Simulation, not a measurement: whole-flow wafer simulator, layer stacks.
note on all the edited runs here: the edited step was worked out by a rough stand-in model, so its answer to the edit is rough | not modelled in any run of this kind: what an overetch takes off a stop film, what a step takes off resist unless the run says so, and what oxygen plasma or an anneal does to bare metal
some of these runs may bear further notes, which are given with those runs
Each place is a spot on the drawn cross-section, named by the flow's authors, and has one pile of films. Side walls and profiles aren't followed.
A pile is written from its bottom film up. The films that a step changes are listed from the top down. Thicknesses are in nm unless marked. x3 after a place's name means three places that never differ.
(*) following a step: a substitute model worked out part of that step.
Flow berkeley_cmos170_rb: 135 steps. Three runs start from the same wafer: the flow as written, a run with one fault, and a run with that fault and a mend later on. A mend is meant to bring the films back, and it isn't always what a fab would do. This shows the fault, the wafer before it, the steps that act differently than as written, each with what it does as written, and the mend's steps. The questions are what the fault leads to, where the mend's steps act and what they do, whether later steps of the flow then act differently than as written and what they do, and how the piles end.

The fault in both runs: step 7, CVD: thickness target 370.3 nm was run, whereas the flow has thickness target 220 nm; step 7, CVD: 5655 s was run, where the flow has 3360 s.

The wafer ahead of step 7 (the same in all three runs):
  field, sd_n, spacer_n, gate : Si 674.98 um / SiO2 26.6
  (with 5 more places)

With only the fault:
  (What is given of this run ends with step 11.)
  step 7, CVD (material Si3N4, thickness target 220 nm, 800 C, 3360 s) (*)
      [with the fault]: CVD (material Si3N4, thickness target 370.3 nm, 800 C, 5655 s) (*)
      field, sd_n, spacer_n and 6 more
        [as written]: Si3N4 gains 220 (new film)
        [with the fault]: Si3N4 gains 370.3 (new film)
  None of the later steps of the flow up to step 11 acts differently than as written at any place that is followed.
  After step 11, at field, sd_n, spacer_n and 6 more, the piles differ from the flow's by more than 2% or 0.5 nm, whichever is larger.
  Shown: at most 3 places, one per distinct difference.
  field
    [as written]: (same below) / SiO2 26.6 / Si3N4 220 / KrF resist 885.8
    [with the fault]: (same below) / SiO2 26.6 / Si3N4 370.3 / KrF resist 885.8
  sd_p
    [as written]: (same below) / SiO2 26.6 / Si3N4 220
    [with the fault]: (same below) / SiO2 26.6 / Si3N4 370.3

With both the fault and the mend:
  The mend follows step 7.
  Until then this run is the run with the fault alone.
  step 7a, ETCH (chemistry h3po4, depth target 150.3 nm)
      field, sd_n, spacer_n and 6 more
        Si3N4 loses 150.3
  None of the later steps of the flow acts differently than as written at any place that is followed.
  The piles end the same as the flow's at every place that both follow.
